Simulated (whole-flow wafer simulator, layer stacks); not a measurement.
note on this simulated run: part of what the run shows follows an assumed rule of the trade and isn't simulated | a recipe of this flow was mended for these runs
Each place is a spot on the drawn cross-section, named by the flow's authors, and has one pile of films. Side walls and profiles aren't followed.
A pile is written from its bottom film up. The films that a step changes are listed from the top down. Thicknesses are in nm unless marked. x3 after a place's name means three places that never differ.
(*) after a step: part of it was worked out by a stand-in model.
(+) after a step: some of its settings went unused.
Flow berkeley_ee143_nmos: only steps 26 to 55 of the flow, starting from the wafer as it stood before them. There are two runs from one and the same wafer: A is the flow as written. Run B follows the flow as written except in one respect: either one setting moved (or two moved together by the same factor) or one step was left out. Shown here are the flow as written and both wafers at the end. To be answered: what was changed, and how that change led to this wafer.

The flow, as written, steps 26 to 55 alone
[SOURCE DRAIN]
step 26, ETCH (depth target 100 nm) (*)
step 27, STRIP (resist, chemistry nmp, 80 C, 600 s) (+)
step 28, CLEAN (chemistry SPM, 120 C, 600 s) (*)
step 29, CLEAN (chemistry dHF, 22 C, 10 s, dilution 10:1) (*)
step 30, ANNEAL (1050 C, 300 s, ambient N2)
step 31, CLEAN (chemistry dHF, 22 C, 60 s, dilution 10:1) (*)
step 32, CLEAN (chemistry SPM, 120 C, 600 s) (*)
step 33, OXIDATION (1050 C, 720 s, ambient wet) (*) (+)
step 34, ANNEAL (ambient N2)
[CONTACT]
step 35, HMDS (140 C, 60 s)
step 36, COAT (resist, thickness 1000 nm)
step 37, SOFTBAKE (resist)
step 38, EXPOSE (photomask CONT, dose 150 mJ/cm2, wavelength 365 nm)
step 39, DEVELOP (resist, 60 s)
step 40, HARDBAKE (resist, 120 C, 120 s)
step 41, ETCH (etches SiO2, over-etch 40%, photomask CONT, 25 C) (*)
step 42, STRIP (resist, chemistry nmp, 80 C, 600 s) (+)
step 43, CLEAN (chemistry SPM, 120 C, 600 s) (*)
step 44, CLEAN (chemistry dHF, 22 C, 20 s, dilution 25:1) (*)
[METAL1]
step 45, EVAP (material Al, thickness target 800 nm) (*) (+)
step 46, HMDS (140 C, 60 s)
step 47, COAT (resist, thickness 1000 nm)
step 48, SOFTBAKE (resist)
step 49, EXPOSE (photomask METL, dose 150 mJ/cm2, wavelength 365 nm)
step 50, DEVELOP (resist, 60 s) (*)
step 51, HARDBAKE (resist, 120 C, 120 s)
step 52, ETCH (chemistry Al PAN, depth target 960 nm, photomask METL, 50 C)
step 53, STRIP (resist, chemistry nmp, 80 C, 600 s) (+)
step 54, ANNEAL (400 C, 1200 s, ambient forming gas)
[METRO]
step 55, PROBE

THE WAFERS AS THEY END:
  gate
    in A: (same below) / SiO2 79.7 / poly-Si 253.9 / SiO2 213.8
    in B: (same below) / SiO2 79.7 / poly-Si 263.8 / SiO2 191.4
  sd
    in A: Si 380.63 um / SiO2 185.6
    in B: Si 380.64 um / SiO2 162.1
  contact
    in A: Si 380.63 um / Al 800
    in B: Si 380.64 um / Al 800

The reason: step 33, OXIDATION: 1034 C was run, while the flow as written has 1050 C.

Step by step, how the change led to this:
  step 33, OXIDATION (1050 C, 720 s, ambient wet) (*) (+)
      sd, contact: A +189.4 SiO2 (new film), -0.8 chemical SiO2 (all of it), -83 Si | B +165.9 SiO2 (new film), -0.8 chemical SiO2 (all of it), -72.6 Si
      gate: A +217.6 SiO2 (new film), -0.8 chemical SiO2 (all of it), -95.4 poly-Si | B +195.2 SiO2 (new film), -0.8 chemical SiO2 (all of it), -85.5 poly-Si
      (as well as at 1 more place)
  step 41, ETCH (etches SiO2, over-etch 40%, photomask CONT, 25 C) (*)
      contact: A -189.4 SiO2 (all of it) | B -165.9 SiO2 (all of it)
